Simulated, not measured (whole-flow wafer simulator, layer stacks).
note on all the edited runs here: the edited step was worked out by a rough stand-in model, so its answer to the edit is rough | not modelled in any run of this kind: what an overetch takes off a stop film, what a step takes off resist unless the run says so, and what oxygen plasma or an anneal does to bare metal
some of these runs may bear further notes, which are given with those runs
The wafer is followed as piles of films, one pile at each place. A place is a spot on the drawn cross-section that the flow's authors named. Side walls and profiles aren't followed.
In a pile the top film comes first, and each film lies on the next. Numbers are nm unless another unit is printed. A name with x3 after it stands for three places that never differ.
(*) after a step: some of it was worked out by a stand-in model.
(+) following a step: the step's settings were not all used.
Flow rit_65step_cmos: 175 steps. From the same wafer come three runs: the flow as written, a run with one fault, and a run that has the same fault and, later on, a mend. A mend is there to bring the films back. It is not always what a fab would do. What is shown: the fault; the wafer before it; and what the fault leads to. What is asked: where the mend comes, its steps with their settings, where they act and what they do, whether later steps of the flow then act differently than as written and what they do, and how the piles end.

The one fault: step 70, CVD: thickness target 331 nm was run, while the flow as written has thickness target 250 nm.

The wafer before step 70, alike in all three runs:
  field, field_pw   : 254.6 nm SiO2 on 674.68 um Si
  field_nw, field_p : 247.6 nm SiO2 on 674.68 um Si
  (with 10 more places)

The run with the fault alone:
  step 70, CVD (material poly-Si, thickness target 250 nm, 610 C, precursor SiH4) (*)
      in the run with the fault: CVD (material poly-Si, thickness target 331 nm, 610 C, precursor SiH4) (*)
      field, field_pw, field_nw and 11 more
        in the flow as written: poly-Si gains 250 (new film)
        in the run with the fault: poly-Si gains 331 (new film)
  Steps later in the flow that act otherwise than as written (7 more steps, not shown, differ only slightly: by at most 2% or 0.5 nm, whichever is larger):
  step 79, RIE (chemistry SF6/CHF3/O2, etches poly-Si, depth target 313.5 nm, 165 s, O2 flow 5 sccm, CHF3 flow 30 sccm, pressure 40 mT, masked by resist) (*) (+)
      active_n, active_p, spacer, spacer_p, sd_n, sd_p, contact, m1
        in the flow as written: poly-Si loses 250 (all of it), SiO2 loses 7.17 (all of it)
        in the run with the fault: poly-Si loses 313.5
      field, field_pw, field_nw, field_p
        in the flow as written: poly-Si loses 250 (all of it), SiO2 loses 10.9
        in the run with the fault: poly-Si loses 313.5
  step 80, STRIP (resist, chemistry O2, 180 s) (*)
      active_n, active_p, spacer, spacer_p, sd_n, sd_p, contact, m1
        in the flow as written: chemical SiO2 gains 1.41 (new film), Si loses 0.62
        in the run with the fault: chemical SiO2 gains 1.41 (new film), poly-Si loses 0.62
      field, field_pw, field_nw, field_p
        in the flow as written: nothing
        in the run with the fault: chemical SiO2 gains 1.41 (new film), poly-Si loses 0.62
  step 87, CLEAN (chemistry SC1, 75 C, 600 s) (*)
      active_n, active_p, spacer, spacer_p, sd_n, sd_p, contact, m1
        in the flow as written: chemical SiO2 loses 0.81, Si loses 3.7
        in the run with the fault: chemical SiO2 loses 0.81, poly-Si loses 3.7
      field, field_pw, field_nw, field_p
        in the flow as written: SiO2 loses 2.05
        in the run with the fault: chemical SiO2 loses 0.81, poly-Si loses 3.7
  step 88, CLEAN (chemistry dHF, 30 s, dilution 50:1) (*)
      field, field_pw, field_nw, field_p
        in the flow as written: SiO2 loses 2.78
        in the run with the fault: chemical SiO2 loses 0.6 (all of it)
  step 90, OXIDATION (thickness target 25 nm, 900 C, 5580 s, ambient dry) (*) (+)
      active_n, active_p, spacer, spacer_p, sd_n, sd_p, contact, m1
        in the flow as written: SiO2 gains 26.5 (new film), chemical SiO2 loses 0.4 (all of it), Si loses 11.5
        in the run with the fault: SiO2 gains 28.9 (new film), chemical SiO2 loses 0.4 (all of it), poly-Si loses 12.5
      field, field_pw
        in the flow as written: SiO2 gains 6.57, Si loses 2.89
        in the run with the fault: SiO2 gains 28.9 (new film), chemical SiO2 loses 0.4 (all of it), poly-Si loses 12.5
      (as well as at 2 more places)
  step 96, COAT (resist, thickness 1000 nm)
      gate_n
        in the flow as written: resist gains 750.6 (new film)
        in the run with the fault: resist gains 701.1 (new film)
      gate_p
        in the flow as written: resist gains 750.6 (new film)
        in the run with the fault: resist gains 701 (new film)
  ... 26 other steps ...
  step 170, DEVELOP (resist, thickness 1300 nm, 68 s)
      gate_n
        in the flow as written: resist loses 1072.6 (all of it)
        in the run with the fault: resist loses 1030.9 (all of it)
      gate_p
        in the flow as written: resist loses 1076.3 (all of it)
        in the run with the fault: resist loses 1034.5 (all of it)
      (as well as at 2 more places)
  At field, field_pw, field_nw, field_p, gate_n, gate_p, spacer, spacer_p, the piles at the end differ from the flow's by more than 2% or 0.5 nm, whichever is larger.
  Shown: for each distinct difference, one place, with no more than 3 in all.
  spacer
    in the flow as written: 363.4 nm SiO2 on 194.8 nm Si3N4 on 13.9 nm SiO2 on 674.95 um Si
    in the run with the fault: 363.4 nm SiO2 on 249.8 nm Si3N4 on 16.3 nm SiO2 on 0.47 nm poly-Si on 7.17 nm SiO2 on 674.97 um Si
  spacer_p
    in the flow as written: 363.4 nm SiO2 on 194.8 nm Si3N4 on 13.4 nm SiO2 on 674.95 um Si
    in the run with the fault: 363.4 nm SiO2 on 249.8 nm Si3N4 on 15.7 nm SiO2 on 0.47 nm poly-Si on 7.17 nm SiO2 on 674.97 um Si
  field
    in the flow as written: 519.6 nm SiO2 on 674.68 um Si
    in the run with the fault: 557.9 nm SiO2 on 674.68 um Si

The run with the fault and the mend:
  After step 71 comes the mend.
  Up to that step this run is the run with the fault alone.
  step 71a, ETCH (chemistry tmah, depth target 380.6 nm)
      field, field_pw, field_nw and 11 more
        poly-Si loses 331 (all of it)
  step 71b, CLEAN (chemistry SC2, 75 C, 600 s) (a further turn of the flow's step 66)
      leaves every film unchanged at each place that is followed
  step 71c, CVD (material poly-Si, thickness target 250 nm, 610 C, precursor SiH4) (*) (a further turn of the flow's step 70)
      field, field_pw, field_nw and 11 more
        poly-Si gains 250 (new film)
  None of the later steps of the flow acts differently than as written at any place that is followed.
  By the end, the piles equal the flow's at every place that both follow.
